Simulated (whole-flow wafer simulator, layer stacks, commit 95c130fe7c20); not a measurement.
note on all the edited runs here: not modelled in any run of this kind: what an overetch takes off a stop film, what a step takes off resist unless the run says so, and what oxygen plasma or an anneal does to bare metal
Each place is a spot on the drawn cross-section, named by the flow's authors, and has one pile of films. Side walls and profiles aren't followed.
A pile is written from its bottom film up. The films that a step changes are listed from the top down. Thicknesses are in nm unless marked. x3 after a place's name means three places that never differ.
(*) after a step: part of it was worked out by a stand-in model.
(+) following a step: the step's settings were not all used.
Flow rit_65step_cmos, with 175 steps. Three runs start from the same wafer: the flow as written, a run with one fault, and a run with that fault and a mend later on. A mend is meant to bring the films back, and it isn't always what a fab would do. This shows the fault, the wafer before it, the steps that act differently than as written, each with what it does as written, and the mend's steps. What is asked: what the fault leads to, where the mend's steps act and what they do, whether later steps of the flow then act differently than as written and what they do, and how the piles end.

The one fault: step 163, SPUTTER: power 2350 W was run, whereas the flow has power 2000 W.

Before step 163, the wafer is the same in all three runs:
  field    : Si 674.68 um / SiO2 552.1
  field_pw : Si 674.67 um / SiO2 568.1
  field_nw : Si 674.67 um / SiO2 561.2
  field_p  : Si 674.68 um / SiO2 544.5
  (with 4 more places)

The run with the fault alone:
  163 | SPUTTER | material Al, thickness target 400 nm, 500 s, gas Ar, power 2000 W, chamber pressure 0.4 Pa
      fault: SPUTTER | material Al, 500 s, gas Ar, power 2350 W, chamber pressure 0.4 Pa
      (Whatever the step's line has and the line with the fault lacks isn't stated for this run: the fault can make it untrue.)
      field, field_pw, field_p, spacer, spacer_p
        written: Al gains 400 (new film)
        fault: Al gains 470 (new film)
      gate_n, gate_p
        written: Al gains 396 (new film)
        fault: Al gains 462 (new film)
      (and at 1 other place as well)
  Later steps of the flow acting differently than as written (3 more steps, not shown, differ only slightly: by at most 2% or 0.5 nm, whichever is larger):
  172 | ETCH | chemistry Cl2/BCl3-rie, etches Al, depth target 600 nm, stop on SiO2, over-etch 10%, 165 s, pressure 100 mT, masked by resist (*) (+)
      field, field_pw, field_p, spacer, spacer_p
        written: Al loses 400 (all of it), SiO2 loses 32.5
        fault: Al loses 470 (all of it), SiO2 loses 23.8
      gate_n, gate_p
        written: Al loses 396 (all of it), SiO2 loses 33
        fault: Al loses 462 (all of it), SiO2 loses 24.8
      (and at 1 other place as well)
  The piles end different from the flow's at gate_n, gate_p, spacer, spacer_p by more than 2% or 0.5 nm, whichever is larger.
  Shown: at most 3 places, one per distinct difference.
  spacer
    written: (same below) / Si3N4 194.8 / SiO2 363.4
    fault: (same below) / Si3N4 194.8 / SiO2 372.2
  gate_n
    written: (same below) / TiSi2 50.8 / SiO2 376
    fault: (same below) / TiSi2 50.8 / SiO2 384.2
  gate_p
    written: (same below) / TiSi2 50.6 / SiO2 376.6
    fault: (same below) / TiSi2 50.6 / SiO2 384.9

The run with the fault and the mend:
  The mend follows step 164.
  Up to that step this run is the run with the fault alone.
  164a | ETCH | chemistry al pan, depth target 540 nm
      field, field_pw, field_nw, field_p, spacer, spacer_p
        Al loses 470 (all of it)
      gate_n, gate_p
        Al loses 462 (all of it)
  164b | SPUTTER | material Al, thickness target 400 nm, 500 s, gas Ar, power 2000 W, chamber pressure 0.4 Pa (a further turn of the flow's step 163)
      field, field_pw, field_p, spacer, spacer_p
        Al gains 400 (new film)
      gate_n, gate_p
        Al gains 396 (new film)
      field_nw
        Al gains 397.2 (new film)
  None of the later steps of the flow acts differently than as written at any place that is followed.
  By the end, the piles equal the flow's at every place that both follow.
